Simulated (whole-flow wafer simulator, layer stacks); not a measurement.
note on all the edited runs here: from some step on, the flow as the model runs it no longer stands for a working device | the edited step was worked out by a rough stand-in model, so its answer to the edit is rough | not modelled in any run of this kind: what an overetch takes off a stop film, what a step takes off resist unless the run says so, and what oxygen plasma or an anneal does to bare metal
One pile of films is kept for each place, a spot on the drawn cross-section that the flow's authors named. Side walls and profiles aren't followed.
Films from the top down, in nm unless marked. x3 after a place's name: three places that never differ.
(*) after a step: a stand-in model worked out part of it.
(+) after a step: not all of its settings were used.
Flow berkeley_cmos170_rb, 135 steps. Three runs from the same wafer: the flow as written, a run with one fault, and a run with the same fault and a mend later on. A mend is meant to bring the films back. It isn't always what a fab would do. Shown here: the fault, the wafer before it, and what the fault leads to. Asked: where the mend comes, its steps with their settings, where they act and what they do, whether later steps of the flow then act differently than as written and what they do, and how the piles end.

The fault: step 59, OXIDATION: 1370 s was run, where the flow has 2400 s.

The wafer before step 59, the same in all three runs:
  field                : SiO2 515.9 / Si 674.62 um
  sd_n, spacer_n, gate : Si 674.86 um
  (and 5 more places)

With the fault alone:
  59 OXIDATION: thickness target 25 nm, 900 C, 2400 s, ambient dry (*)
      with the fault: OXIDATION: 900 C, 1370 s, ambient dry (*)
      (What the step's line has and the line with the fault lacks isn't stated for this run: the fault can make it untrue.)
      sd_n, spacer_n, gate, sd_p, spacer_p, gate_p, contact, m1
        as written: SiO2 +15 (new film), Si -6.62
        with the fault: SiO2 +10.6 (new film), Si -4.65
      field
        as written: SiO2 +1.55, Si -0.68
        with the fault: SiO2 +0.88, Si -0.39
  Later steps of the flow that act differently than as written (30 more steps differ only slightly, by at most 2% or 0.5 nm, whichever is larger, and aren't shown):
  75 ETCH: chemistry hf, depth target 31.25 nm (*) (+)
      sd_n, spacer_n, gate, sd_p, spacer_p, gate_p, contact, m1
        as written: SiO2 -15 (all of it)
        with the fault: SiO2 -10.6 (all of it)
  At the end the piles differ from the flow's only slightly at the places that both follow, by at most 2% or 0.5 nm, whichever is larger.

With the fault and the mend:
  The mend comes after step 60.
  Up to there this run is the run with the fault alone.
  60a OXIDATION: 900 C, 1009 s, ambient dry (*) (the flow's step 59 once more, with other settings)
      sd_n, spacer_n, gate, sd_p, spacer_p, gate_p, contact, m1
        SiO2 +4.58, Si -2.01
      field
        SiO2 +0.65, Si -0.29
  No later step of the flow acts differently than as written, at any place that is followed, by more than 2% or 0.5 nm, whichever is larger.
  At the end the piles differ from the flow's only slightly at the places that both follow, by at most 2% or 0.5 nm, whichever is larger.
